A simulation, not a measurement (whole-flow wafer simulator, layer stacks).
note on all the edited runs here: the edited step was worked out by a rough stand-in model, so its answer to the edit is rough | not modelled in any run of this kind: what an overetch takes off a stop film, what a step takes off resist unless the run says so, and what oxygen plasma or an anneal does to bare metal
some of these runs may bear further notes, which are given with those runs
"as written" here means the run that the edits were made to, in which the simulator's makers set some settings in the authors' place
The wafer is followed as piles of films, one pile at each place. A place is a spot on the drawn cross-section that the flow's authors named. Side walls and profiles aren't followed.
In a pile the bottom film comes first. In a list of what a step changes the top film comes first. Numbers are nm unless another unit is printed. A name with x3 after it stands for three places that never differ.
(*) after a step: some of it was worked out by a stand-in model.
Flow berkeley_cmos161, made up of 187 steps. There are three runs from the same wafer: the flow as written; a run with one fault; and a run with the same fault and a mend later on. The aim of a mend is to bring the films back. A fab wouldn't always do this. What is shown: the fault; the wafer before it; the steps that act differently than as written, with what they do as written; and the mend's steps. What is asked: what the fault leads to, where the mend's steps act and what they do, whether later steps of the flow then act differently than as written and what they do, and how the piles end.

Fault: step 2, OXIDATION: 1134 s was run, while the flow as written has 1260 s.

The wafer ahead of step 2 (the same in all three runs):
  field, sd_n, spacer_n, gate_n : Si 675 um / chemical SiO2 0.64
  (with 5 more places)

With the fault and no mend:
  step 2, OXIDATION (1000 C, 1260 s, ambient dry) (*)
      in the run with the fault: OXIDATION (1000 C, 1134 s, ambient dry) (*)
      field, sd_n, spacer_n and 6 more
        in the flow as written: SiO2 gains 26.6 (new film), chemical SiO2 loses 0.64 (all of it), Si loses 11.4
        in the run with the fault: SiO2 gains 25.2 (new film), chemical SiO2 loses 0.64 (all of it), Si loses 10.8
  Later steps of the flow acting differently than as written:
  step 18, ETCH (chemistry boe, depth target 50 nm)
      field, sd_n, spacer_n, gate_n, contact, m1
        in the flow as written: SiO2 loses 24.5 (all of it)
        in the run with the fault: SiO2 loses 23.1 (all of it)
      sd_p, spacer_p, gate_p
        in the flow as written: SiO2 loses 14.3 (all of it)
        in the run with the fault: SiO2 loses 12.9 (all of it)
  The piles end only slightly different from the flow's at the places that both follow, by no more than 2% or 0.5 nm, whichever is larger.

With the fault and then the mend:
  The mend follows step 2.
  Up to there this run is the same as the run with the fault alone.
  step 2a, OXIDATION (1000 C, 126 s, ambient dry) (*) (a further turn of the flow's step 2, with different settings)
      field, sd_n, spacer_n and 6 more
        SiO2 gains 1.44, Si loses 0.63
  Every later step of the flow that is run acts as written at every place that is followed.
  By the end, the piles equal the flow's at every place that both follow.
